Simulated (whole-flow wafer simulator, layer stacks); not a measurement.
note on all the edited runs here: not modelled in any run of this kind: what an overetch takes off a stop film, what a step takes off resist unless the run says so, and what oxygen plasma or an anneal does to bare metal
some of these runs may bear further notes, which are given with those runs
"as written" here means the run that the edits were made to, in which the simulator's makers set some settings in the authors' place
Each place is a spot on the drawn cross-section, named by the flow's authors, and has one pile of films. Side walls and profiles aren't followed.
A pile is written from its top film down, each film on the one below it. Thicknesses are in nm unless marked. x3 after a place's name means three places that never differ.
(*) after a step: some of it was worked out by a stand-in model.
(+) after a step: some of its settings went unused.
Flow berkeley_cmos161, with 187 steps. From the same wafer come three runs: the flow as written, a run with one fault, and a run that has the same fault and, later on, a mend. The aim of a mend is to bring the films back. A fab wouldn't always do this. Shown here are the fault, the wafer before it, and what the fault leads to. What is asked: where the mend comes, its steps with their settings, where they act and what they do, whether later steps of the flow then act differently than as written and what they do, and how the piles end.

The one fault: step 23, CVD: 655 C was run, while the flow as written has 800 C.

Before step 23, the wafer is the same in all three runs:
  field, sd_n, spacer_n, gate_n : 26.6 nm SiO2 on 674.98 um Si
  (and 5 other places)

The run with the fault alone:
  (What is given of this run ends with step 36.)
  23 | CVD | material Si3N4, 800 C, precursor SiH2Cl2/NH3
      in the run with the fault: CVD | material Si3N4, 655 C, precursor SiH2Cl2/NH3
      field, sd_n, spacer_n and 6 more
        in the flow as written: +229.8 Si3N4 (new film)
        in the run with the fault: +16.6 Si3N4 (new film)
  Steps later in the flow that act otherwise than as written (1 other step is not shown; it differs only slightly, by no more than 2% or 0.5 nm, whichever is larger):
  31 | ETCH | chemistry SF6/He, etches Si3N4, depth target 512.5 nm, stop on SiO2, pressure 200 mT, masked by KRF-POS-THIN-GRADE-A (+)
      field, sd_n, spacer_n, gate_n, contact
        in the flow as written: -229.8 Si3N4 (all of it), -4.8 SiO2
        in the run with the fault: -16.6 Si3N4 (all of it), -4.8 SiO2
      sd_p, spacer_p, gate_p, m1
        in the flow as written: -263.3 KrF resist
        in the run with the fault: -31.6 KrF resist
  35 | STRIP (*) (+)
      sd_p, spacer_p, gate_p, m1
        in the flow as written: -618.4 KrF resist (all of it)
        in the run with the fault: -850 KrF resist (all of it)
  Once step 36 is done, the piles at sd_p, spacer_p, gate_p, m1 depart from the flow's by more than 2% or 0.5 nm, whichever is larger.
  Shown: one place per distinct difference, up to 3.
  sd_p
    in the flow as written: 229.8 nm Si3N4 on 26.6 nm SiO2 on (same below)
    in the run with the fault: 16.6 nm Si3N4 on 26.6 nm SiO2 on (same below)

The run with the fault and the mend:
  After step 23 comes the mend.
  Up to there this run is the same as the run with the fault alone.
  23a | ETCH | chemistry h3po4, depth target 19.08 nm
      field, sd_n, spacer_n and 6 more
        -16.6 Si3N4 (all of it)
  23b | CLEAN | chemistry SPM (the flow's step 16, run once more)
      leaves every film unchanged at each place that is followed
  23c | CVD | material Si3N4, 800 C, precursor SiH2Cl2/NH3 (the flow's step 23, run once more)
      field, sd_n, spacer_n and 6 more
        +229.8 Si3N4 (new film)
  Later steps of the flow that are run all act as written at every place that is followed.
  The piles end the same as the flow's at every place that both follow.
